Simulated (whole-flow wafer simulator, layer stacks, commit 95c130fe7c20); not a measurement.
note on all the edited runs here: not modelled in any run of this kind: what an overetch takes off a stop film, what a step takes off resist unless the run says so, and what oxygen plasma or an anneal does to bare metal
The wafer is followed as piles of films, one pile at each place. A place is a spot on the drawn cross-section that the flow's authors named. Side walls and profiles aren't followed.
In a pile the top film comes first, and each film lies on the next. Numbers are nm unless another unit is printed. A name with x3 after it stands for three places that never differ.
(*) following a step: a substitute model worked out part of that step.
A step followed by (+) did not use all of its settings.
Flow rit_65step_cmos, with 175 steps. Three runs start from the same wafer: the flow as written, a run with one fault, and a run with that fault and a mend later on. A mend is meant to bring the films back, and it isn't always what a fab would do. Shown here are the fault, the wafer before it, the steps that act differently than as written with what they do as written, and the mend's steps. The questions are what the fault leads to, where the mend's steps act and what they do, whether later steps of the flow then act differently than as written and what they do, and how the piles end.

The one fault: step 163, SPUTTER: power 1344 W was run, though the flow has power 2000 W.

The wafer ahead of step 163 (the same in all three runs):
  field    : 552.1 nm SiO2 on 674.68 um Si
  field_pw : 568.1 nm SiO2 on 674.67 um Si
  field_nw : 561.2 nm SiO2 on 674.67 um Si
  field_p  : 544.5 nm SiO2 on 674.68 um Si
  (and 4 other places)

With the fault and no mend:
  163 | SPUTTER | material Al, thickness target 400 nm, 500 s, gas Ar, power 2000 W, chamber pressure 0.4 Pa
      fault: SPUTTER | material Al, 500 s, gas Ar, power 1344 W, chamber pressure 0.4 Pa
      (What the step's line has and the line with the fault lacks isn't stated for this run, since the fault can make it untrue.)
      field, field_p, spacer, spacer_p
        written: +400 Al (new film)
        fault: +268.8 Al (new film)
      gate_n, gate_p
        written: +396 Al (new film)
        fault: +268.8 Al (new film)
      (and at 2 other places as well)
  Steps later in the flow that act otherwise than as written (3 other steps are not shown; they differ only slightly, by no more than 2% or 0.5 nm, whichever is larger):
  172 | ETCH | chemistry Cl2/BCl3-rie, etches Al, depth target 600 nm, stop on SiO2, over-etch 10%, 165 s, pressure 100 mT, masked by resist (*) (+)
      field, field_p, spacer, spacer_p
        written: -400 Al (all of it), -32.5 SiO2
        fault: -268.8 Al (all of it), -48.9 SiO2
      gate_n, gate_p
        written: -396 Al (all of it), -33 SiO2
        fault: -268.8 Al (all of it), -48.9 SiO2
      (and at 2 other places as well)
  By the end, the piles at field, field_pw, field_nw, field_p, gate_n, gate_p, spacer, spacer_p depart from the flow's by more than 2% or 0.5 nm, whichever is larger.
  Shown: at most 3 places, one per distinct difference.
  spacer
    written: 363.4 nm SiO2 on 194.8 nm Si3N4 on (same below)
    fault: 347 nm SiO2 on 194.8 nm Si3N4 on (same below)
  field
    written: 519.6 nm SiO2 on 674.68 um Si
    fault: 503.2 nm SiO2 on 674.68 um Si
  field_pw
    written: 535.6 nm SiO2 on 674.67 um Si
    fault: 519.2 nm SiO2 on 674.67 um Si

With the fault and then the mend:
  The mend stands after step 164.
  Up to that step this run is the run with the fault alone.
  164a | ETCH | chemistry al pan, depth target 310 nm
      field, field_p, gate_n, gate_p, spacer, spacer_p
        -268.8 Al (all of it)
      field_pw, field_nw
        -268.6 Al (all of it)
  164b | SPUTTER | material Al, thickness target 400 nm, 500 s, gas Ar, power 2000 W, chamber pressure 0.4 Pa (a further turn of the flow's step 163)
      field, field_pw, field_p, spacer, spacer_p
        +400 Al (new film)
      gate_n, gate_p
        +396 Al (new film)
      field_nw
        +397.2 Al (new film)
  None of the later steps of the flow acts differently than as written at any place that is followed.
  The piles end the same as the flow's at every place that both follow.
